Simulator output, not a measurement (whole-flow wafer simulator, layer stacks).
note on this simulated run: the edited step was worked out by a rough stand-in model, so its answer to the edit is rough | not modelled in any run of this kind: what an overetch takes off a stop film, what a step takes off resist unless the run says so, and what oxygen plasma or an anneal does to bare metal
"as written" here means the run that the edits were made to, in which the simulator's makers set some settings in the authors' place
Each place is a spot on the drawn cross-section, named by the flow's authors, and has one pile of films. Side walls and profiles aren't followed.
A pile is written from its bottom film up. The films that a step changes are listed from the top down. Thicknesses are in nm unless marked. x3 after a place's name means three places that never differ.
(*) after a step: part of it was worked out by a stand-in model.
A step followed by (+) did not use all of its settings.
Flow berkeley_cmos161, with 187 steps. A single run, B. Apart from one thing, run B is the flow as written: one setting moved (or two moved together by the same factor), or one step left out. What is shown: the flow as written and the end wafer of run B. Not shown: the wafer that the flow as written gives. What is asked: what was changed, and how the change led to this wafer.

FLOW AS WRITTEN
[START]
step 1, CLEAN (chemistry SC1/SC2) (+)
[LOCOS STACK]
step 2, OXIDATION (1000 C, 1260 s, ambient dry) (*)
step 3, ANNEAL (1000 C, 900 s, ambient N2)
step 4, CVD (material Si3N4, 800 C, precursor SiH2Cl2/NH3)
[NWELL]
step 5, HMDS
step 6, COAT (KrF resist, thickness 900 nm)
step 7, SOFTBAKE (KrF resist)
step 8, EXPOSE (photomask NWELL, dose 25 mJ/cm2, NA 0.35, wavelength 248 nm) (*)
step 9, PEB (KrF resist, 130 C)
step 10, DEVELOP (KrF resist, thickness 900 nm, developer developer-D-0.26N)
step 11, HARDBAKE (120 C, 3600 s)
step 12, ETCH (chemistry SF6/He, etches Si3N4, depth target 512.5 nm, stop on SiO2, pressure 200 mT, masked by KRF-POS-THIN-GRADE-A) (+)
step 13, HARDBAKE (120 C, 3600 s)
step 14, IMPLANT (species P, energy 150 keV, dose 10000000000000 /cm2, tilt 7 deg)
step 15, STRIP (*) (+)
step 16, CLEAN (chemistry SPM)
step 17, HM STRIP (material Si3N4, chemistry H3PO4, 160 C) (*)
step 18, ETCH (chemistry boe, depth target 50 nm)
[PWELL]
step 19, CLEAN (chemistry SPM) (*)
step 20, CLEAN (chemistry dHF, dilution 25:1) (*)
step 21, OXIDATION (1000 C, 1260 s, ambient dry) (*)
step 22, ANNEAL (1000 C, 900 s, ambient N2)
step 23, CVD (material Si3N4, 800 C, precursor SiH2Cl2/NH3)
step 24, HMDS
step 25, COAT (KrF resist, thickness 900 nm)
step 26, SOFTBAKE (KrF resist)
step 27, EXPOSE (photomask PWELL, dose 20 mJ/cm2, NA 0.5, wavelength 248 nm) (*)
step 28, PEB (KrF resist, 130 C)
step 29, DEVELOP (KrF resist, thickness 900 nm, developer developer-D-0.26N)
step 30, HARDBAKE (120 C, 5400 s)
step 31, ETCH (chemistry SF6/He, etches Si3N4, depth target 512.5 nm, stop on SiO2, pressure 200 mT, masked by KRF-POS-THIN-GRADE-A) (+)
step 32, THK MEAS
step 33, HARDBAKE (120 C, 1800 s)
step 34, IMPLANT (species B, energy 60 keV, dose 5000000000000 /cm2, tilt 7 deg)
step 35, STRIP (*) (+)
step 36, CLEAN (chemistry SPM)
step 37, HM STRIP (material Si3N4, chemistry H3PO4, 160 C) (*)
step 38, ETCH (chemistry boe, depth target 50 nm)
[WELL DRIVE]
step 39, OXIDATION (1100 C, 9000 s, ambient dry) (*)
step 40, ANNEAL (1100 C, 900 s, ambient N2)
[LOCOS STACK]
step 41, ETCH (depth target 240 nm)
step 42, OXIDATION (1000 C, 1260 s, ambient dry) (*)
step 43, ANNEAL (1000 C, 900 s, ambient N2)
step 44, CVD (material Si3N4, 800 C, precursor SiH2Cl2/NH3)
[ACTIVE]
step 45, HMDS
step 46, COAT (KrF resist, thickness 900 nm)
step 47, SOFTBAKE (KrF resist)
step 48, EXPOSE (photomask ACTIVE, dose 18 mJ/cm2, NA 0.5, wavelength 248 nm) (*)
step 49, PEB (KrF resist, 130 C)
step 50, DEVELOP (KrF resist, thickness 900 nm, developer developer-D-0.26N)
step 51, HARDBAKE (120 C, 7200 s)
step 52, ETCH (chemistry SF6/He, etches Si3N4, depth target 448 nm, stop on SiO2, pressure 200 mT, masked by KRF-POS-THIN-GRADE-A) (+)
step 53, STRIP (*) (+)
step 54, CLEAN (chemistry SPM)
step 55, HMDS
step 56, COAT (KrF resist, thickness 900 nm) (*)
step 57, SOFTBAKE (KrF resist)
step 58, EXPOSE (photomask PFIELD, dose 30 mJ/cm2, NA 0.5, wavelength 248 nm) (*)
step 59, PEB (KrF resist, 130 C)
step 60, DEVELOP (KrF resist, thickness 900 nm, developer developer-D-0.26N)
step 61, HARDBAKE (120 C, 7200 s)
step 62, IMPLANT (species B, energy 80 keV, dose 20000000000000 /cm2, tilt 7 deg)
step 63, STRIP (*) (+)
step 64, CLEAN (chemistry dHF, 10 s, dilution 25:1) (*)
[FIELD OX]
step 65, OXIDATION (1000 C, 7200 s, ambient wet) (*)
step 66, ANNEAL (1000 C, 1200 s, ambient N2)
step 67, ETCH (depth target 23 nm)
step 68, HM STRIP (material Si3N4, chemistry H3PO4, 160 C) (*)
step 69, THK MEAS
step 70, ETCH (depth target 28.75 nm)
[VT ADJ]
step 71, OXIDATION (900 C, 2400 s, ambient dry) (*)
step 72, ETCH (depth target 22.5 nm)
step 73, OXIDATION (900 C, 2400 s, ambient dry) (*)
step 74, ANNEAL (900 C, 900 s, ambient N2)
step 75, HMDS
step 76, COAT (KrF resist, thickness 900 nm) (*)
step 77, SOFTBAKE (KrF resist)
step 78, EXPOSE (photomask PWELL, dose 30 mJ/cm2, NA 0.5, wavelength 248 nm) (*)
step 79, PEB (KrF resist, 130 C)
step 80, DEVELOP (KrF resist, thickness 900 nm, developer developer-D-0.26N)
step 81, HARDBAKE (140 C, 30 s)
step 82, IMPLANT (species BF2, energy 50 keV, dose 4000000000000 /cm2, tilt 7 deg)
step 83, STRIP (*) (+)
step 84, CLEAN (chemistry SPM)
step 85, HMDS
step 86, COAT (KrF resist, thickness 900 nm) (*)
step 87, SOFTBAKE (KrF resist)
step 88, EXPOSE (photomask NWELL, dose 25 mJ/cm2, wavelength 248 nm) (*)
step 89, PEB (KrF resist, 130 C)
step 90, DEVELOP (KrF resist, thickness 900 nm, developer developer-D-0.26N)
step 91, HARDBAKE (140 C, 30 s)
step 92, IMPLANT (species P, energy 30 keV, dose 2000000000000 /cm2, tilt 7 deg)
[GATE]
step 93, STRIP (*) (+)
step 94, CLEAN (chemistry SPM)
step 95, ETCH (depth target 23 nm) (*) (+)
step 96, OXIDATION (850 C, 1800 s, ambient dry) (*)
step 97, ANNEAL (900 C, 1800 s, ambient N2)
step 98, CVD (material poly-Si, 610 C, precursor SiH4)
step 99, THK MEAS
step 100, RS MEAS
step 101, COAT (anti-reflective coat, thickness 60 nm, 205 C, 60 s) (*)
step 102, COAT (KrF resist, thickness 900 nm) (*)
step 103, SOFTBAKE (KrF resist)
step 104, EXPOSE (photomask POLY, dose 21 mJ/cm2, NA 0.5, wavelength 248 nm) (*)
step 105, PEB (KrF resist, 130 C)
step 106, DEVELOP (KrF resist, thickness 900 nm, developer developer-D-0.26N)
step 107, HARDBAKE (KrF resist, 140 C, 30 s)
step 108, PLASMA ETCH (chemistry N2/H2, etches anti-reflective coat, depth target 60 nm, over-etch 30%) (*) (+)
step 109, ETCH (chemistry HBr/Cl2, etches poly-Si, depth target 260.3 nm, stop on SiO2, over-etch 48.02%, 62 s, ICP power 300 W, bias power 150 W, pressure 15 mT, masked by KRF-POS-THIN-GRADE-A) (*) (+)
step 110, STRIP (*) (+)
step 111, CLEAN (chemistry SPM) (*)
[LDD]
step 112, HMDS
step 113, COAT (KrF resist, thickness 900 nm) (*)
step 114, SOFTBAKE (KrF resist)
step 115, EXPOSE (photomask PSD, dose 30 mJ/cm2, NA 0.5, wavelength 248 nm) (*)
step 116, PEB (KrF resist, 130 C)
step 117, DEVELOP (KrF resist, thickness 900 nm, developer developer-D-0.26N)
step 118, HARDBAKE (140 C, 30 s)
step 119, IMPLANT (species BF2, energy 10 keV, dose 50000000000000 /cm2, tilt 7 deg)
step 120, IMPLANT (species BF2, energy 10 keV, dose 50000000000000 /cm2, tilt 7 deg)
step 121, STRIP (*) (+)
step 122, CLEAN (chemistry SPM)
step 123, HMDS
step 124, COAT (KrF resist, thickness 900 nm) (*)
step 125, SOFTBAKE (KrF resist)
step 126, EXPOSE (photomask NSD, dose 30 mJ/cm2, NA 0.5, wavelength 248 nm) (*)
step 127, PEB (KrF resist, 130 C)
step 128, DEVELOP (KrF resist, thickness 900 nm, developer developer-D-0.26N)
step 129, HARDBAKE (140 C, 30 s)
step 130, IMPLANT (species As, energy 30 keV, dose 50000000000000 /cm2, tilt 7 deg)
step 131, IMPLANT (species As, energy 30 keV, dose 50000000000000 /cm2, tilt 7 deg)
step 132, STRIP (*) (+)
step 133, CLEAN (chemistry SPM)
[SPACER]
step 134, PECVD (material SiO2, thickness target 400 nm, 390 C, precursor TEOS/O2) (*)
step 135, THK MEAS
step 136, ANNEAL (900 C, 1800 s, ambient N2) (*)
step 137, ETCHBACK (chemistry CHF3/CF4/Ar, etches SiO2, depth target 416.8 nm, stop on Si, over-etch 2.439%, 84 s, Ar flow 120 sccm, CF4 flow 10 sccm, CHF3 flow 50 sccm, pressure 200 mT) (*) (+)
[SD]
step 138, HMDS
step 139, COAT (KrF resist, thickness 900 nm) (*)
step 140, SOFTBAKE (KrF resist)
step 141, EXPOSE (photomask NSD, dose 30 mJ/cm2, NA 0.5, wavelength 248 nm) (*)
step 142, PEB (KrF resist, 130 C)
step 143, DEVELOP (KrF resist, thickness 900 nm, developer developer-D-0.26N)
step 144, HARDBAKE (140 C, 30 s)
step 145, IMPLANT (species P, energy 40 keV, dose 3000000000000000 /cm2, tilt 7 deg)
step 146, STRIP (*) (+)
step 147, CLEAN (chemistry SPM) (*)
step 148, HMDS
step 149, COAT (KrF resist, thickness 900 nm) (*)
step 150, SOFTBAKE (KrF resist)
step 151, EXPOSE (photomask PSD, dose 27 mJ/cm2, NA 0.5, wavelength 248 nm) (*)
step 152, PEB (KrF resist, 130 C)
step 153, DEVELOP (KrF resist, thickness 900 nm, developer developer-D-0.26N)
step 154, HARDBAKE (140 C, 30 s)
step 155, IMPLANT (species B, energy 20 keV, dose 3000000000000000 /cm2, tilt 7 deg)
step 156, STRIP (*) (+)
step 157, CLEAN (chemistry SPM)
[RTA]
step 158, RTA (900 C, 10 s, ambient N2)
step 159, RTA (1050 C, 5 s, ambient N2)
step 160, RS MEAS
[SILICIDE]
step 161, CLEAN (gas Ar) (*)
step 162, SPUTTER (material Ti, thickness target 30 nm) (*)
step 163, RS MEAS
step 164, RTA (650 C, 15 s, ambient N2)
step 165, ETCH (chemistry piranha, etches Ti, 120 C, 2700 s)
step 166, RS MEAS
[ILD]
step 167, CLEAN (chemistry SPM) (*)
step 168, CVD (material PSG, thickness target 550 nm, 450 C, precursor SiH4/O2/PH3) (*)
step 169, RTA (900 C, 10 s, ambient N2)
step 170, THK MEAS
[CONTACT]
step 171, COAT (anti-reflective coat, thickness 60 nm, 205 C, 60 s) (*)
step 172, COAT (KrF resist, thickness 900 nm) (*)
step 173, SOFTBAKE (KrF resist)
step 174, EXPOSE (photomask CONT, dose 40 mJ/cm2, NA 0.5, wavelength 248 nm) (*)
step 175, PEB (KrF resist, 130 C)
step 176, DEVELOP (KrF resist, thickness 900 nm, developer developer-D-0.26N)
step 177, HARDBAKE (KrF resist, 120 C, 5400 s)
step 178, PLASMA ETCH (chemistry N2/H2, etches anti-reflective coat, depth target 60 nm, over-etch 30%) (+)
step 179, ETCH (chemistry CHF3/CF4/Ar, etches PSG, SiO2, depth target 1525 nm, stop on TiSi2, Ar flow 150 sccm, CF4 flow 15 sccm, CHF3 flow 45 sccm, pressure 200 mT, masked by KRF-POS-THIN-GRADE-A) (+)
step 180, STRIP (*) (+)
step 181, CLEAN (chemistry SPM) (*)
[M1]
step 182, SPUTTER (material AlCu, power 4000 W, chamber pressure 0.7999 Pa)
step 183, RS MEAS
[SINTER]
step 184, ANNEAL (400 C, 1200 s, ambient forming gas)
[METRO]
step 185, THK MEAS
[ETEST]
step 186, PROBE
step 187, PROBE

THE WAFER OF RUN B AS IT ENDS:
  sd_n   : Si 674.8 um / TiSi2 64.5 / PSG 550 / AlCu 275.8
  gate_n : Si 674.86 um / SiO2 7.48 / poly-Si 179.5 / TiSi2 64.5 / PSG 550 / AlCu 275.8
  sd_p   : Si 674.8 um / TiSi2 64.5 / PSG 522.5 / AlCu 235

The reason: step 162, SPUTTER: thickness target 36 nm was run, while the flow as written has thickness target 30 nm.

The path from the change to this, step by step:
  step 162, SPUTTER (material Ti, thickness target 30 nm) (*)
      field, sd_n, spacer_n and 6 more: +36 Ti (new film) (in the flow as written it would be: +30 Ti (new film))
  step 164, RTA (650 C, 15 s, ambient N2)
      sd_n, sd_p, contact, m1: -28.1 Ti, +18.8 TiSi first (new film), +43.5 TiSi2 C49 (new film), -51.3 Si (in the flow as written it would be: -23.4 Ti, +6.2 TiSi first (new film), +50.3 TiSi2 C49 (new film), -49 Si)
      gate_n, gate_p: -28.1 Ti, +18.8 TiSi first (new film), +43.5 TiSi2 C49 (new film), -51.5 poly-Si (in the flow as written it would be: -23.4 Ti, +6.2 TiSi first (new film), +50.3 TiSi2 C49 (new film), -49.2 poly-Si)
  step 165, ETCH (chemistry piranha, etches Ti, 120 C, 2700 s)
      sd_n, gate_n, sd_p, gate_p, contact, m1: -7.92 Ti (all of it), -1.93 TiSi first (in the flow as written it would be: -6.6 Ti (all of it), -1.93 TiSi first)
      field, spacer_n, spacer_p: -36 Ti (all of it) (in the flow as written it would be: -30 Ti (all of it))
  step 169, RTA (900 C, 10 s, ambient N2)
      sd_n, sd_p, contact, m1: under 1 film: +64.5 TiSi2 (new film), -16.9 TiSi first (all of it), -43.5 TiSi2 C49 (all of it), -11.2 Si (in the flow as written it would be: under 1 film: +53.3 TiSi2 (new film), -4.27 TiSi first (all of it), -50.3 TiSi2 C49 (all of it), -2.83 Si)
      gate_n, gate_p: under 1 film: +64.5 TiSi2 (new film), -16.9 TiSi first (all of it), -43.5 TiSi2 C49 (all of it), -11.2 poly-Si (in the flow as written it would be: under 1 film: +53.3 TiSi2 (new film), -4.27 TiSi first (all of it), -50.3 TiSi2 C49 (all of it), -2.85 poly-Si)
